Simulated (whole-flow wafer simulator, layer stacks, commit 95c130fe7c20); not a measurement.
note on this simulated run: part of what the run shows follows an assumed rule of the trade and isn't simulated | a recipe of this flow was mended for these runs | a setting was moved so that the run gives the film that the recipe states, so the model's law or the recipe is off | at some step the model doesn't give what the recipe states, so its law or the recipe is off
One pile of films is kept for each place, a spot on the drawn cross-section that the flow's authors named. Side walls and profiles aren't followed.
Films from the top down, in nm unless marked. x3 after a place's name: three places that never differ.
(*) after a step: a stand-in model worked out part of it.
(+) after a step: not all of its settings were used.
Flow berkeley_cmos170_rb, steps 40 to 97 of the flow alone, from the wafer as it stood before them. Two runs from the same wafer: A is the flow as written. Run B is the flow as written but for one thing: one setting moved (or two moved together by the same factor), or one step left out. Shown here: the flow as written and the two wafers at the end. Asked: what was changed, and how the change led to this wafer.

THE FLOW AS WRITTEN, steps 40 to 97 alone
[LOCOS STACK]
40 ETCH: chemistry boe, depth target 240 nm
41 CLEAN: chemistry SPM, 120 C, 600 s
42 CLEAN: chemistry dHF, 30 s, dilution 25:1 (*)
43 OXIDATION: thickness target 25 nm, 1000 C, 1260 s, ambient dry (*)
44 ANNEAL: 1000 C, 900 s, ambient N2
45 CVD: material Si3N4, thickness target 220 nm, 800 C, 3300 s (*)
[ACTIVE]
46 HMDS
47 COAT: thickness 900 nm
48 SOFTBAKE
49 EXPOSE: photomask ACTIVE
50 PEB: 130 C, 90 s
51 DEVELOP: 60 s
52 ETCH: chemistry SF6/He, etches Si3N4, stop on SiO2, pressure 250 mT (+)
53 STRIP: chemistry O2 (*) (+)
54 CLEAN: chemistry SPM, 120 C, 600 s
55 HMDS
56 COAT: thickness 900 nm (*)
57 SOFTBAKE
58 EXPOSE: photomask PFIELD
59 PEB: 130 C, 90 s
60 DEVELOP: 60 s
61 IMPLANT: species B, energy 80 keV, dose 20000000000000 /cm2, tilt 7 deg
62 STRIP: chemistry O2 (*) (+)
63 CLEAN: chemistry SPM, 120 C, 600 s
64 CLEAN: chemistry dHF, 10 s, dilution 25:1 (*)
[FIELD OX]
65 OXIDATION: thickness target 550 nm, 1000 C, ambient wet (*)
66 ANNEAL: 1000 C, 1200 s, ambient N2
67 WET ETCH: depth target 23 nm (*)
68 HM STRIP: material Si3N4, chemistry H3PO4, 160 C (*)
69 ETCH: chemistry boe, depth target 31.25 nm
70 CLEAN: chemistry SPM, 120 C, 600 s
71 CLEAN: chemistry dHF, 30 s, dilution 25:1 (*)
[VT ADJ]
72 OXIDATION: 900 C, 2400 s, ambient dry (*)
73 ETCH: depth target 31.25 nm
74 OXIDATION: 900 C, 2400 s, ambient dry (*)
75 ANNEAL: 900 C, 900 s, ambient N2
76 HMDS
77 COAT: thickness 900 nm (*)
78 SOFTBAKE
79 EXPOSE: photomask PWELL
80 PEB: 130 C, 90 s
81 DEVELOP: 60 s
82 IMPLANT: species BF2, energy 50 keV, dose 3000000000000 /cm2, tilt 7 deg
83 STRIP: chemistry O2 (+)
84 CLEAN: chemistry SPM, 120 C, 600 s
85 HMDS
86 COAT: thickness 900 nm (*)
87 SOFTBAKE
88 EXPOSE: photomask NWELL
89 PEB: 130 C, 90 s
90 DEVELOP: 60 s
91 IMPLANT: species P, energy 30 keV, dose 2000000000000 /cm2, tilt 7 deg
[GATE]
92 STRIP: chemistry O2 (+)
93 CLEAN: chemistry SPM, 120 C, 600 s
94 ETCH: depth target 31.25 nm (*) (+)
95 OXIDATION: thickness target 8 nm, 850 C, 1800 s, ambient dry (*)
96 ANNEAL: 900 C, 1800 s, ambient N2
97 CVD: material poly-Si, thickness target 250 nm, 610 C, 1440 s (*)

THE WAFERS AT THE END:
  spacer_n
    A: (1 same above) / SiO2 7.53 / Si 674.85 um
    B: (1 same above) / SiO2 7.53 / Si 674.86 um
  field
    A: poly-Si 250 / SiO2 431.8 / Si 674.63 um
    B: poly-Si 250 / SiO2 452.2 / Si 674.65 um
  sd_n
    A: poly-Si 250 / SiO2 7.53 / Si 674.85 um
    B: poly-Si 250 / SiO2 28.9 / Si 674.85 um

The cause: step 40, ETCH: depth target 120 nm was run, where the flow has depth target 240 nm.

How the change led to this, step by step:
  40 ETCH: chemistry boe, depth target 240 nm
      field, sd_n, spacer_n and 6 more: A SiO2 -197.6 (all of it) | B SiO2 -120
  41 CLEAN: chemistry SPM, 120 C, 600 s
      field, sd_n, spacer_n and 6 more: A chemical SiO2 +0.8 (new film), Si -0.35 | B nothing
  42 CLEAN: chemistry dHF, 30 s, dilution 25:1 (*)
      field, sd_n, spacer_n and 6 more: A chemical SiO2 -0.8 (all of it) | B SiO2 -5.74
  43 OXIDATION: thickness target 25 nm, 1000 C, 1260 s, ambient dry (*)
      field, sd_n, spacer_n and 6 more: A SiO2 +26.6 (new film), Si -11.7 | B SiO2 +13.3, Si -5.87
  65 OXIDATION: thickness target 550 nm, 1000 C, ambient wet (*)
      spacer_p, gate_p, m1: A SiO2 +12.1 (new film), Si3N4 -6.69 | B SiO2 +12.1 (new film), Si3N4 -6.69, SiO2 +0.07
      spacer_n: A SiO2 +12.1 (new film), Si3N4 -6.69 | B SiO2 +12.1 (new film), Si3N4 -6.69, SiO2 +0.1, Si -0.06
      (and at 5 more places)
  69 ETCH: chemistry boe, depth target 31.25 nm
      spacer_n, spacer_p, gate_p, contact, m1: A SiO2 -23.2 (all of it) | B SiO2 -31.2
      sd_n: A SiO2 -24.8 (all of it) | B SiO2 -31.2
      (and at 2 more places)
  70 CLEAN: chemistry SPM, 120 C, 600 s
      sd_n, spacer_n, gate, sd_p, spacer_p, gate_p, contact, m1: A chemical SiO2 +0.8 (new film), Si -0.35 | B nothing
  71 CLEAN: chemistry dHF, 30 s, dilution 25:1 (*)
      sd_n, spacer_n, gate, sd_p, spacer_p, gate_p, contact, m1: A chemical SiO2 -0.8 (all of it) | B SiO2 -5.74
  72 OXIDATION: 900 C, 2400 s, ambient dry (*)
      gate, spacer_p, gate_p, m1: A SiO2 +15 (new film), Si -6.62 | B SiO2 +8.53, Si -3.76
      spacer_n, contact: A SiO2 +15 (new film), Si -6.62 | B SiO2 +8.53, Si -3.75
      (and at 2 more places)
  73 ETCH: depth target 31.25 nm
      sd_n, spacer_n, gate, sd_p, spacer_p, gate_p, contact, m1: A SiO2 -15 (all of it) | B SiO2 -31.2
  74 OXIDATION: 900 C, 2400 s, ambient dry (*)
      spacer_n, gate, spacer_p, gate_p, contact, m1: A SiO2 +15 (new film), Si -6.62 | B SiO2 +8.4, Si -3.7
      sd_n: A SiO2 +15 (new film), Si -6.62 | B SiO2 +7.14, Si -3.14
      (and at 1 more place)
  94 ETCH: depth target 31.25 nm (*) (+)
      sd_n, sd_p: A SiO2 -15 (all of it) | B SiO2 -31.2
      spacer_n, gate, spacer_p, gate_p, m1: A SiO2 -15 (all of it) | B SiO2 -30.7 (all of it)
      (and at 1 more place)
  95 OXIDATION: thickness target 8 nm, 850 C, 1800 s, ambient dry (*)
      sd_n: A SiO2 +7.53 (new film), Si -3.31 | B SiO2 +3.52, Si -1.55
      sd_p: A SiO2 +7.53 (new film), Si -3.31 | B SiO2 +4.51, Si -1.99
